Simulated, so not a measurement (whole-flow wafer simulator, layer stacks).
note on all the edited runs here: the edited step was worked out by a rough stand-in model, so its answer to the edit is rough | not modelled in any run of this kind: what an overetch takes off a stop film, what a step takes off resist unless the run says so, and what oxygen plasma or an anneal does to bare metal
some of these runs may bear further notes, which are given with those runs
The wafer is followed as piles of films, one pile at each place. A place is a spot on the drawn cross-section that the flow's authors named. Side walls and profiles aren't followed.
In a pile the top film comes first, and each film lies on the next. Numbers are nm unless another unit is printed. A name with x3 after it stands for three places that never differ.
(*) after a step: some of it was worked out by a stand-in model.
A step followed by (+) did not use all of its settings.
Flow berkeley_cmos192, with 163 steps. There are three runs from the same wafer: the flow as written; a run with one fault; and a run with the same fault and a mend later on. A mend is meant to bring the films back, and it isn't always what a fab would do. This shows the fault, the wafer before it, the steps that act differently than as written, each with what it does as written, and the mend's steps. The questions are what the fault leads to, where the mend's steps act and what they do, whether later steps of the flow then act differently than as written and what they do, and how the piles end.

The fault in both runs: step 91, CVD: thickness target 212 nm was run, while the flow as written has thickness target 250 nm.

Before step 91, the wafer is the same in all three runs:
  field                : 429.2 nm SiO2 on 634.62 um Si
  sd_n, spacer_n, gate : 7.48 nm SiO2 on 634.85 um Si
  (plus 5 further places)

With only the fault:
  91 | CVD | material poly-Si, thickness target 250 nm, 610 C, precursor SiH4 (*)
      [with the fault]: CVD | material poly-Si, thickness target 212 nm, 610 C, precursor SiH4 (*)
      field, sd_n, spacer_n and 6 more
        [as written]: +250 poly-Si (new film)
        [with the fault]: +212 poly-Si (new film)
  Steps later in the flow that act otherwise than as written (not shown: 18 more steps that differ only slightly, by at most 2% or 0.5 nm, whichever is larger):
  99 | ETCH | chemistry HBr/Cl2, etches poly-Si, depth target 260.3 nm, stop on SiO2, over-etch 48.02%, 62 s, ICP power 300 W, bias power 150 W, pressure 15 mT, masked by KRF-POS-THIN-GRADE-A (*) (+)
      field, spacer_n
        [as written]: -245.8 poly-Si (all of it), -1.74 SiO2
        [with the fault]: -207.9 poly-Si (all of it), -4.66 SiO2
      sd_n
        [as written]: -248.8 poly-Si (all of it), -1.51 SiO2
        [with the fault]: -210.8 poly-Si (all of it), -4.43 SiO2
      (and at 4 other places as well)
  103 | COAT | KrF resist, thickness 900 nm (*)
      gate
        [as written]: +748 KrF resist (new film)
        [with the fault]: +779.1 KrF resist (new film)
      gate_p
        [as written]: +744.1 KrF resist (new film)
        [with the fault]: +775.1 KrF resist (new film)
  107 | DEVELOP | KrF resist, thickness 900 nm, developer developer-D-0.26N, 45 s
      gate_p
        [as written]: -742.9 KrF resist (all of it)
        [with the fault]: -773.9 KrF resist (all of it)
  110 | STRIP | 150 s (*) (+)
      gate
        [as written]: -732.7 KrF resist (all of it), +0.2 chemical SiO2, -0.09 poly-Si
        [with the fault]: -763.6 KrF resist (all of it), +0.2 chemical SiO2, -0.09 poly-Si
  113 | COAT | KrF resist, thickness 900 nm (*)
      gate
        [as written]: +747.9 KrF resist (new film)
        [with the fault]: +778.3 KrF resist (new film)
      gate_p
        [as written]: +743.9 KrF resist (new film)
        [with the fault]: +774.3 KrF resist (new film)
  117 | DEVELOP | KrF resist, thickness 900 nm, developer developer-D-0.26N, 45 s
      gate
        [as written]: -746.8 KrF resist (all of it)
        [with the fault]: -777.1 KrF resist (all of it)
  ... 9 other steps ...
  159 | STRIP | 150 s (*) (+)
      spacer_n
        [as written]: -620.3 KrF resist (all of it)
        [with the fault]: -640 KrF resist (all of it)
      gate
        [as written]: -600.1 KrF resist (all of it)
        [with the fault]: -617.8 KrF resist (all of it)
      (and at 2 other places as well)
  The piles end different from the flow's at spacer_n, gate, spacer_p, gate_p by more than 2% or 0.5 nm, whichever is larger.
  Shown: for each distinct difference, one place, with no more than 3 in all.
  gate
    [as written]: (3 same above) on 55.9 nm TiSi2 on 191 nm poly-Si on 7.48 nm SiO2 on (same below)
    [with the fault]: (3 same above) on 55.9 nm TiSi2 on 153 nm poly-Si on 7.48 nm SiO2 on (same below)
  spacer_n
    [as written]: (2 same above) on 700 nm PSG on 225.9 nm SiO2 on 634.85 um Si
    [with the fault]: (2 same above) on 700 nm PSG on 187.9 nm SiO2 on 634.85 um Si
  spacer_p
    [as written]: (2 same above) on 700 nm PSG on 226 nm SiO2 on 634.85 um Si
    [with the fault]: (2 same above) on 700 nm PSG on 188 nm SiO2 on 634.85 um Si

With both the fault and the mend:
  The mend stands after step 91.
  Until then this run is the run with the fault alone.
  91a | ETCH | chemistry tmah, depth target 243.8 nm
      field, sd_n, spacer_n and 6 more
        -212 poly-Si (all of it)
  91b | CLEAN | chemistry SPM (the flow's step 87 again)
      does not change any film at any place that is followed
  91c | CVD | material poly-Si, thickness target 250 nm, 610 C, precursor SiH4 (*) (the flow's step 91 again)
      field, sd_n, spacer_n and 6 more
        +250 poly-Si (new film)
  Every later step of the flow that is run acts as written at every place that is followed.
  The piles end the same as the flow's at every place that both follow.
